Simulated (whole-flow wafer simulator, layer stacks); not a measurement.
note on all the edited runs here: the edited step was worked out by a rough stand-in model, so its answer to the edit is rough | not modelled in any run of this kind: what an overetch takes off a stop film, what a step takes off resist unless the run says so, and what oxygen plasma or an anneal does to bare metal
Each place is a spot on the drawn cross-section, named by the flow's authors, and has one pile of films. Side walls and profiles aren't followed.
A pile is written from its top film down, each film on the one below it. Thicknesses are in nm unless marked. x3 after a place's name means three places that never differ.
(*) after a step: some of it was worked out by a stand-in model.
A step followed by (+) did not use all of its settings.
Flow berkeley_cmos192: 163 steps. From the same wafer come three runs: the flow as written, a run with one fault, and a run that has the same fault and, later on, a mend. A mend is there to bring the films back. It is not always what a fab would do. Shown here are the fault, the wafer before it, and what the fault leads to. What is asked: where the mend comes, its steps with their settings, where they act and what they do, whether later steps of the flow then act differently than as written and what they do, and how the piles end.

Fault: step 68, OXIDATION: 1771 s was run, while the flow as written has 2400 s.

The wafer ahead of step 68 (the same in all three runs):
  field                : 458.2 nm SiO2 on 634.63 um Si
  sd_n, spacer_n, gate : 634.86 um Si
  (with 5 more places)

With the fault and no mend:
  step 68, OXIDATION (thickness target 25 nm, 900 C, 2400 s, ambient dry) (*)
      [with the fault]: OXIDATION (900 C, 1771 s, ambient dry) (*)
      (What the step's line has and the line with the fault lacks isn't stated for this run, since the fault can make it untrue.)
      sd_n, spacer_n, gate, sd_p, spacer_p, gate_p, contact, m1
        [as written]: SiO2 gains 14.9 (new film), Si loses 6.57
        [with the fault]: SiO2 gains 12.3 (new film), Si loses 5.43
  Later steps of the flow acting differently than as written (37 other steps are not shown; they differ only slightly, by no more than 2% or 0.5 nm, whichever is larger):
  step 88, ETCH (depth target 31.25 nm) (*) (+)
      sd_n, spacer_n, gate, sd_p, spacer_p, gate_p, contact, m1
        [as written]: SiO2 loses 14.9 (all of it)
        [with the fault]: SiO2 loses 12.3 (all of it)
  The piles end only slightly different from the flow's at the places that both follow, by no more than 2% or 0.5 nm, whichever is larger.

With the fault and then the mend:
  After step 69 comes the mend.
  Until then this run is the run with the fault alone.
  step 69a, OXIDATION (900 C, 627 s, ambient dry) (*) (the flow's step 68, run once more with other settings)
      sd_n, spacer_n, gate, sd_p, spacer_p, gate_p, contact, m1
        SiO2 gains 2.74, Si loses 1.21
      field
        SiO2 gains 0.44, Si loses 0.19
  None of the later steps of the flow differs from how it acts as written, at any place that is followed, by more than 2% or 0.5 nm, whichever is larger.
  The piles end only slightly different from the flow's at the places that both follow, by no more than 2% or 0.5 nm, whichever is larger.
